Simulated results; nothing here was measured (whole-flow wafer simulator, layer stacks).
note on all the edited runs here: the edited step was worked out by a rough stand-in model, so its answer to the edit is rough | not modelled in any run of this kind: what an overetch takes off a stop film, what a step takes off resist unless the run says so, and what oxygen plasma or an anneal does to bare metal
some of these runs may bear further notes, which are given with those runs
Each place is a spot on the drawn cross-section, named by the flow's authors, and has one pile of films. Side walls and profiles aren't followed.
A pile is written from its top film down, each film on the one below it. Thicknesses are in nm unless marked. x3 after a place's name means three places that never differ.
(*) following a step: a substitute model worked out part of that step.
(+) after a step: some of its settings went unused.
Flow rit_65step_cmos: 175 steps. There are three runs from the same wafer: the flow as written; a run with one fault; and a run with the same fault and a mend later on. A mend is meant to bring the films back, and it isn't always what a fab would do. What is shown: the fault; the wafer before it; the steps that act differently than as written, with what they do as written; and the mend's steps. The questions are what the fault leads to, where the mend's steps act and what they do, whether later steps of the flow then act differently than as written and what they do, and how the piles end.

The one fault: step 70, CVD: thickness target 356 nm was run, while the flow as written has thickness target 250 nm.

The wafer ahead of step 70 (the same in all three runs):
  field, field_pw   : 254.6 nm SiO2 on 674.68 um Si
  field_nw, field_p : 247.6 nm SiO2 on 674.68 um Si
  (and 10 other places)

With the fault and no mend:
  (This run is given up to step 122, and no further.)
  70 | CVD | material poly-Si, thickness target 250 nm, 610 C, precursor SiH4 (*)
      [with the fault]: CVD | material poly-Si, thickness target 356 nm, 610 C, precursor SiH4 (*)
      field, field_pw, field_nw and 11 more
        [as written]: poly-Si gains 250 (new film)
        [with the fault]: poly-Si gains 356 (new film)
  Later steps of the flow acting differently than as written (3 other steps are not shown; they differ only slightly, by no more than 2% or 0.5 nm, whichever is larger):
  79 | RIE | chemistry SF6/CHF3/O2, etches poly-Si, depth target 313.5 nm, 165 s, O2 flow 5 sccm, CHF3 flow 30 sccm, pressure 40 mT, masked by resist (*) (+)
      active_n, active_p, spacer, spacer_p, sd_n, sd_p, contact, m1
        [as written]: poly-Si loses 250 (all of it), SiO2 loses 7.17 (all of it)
        [with the fault]: poly-Si loses 313.5
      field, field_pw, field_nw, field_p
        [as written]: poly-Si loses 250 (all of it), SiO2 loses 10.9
        [with the fault]: poly-Si loses 313.5
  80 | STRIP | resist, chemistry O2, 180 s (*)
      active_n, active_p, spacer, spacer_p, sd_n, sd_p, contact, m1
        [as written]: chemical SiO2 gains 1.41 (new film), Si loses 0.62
        [with the fault]: chemical SiO2 gains 1.41 (new film), poly-Si loses 0.62
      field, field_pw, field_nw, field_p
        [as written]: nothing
        [with the fault]: chemical SiO2 gains 1.41 (new film), poly-Si loses 0.62
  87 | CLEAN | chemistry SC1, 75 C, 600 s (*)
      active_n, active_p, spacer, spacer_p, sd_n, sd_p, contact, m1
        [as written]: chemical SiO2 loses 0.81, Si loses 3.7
        [with the fault]: chemical SiO2 loses 0.81, poly-Si loses 3.7
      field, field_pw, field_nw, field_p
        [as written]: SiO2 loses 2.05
        [with the fault]: chemical SiO2 loses 0.81, poly-Si loses 3.7
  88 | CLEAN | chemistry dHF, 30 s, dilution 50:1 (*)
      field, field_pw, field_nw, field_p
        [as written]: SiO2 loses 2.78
        [with the fault]: chemical SiO2 loses 0.6 (all of it)
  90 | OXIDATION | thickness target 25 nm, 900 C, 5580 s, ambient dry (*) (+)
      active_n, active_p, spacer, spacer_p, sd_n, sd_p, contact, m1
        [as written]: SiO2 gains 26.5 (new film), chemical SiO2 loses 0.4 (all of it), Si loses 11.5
        [with the fault]: SiO2 gains 28.9 (new film), chemical SiO2 loses 0.4 (all of it), poly-Si loses 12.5
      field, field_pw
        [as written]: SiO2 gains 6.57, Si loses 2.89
        [with the fault]: SiO2 gains 28.9 (new film), chemical SiO2 loses 0.4 (all of it), poly-Si loses 12.5
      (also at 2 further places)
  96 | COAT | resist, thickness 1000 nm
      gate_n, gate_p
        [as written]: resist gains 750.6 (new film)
        [with the fault]: resist gains 700.9 (new film)
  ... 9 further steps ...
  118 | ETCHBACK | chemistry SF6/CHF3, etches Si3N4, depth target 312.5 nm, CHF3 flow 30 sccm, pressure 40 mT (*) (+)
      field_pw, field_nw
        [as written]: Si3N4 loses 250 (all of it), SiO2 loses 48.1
        [with the fault]: Si3N4 loses 250 (all of it), SiO2 loses 24.1 (all of it), poly-Si loses 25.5 (all of it), SiO2 loses 11.7
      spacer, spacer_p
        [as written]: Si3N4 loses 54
        [with the fault]: Si3N4 gains 0.96
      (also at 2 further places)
  The piles after step 122 differ from the flow's at field, field_pw, field_nw, field_p, gate_n, gate_p, spacer, spacer_p by more than 2% or 0.5 nm, whichever is larger.
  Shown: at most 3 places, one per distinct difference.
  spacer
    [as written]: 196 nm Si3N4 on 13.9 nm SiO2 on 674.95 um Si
    [with the fault]: 251 nm Si3N4 on 16.3 nm SiO2 on 25.5 nm poly-Si on 7.17 nm SiO2 on 674.97 um Si
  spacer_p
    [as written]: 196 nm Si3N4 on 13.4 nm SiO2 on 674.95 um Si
    [with the fault]: 251 nm Si3N4 on 15.7 nm SiO2 on 25.5 nm poly-Si on 7.17 nm SiO2 on 674.97 um Si
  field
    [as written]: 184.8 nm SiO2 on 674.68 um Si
    [with the fault]: 235.2 nm SiO2 on 674.68 um Si

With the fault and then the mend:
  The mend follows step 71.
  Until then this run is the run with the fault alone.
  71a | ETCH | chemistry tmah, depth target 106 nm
      field, field_pw, field_nw and 11 more
        poly-Si loses 106
  Later steps of the flow that are run all act as written at every place that is followed.
  By the end, the piles equal the flow's at every place that both follow.
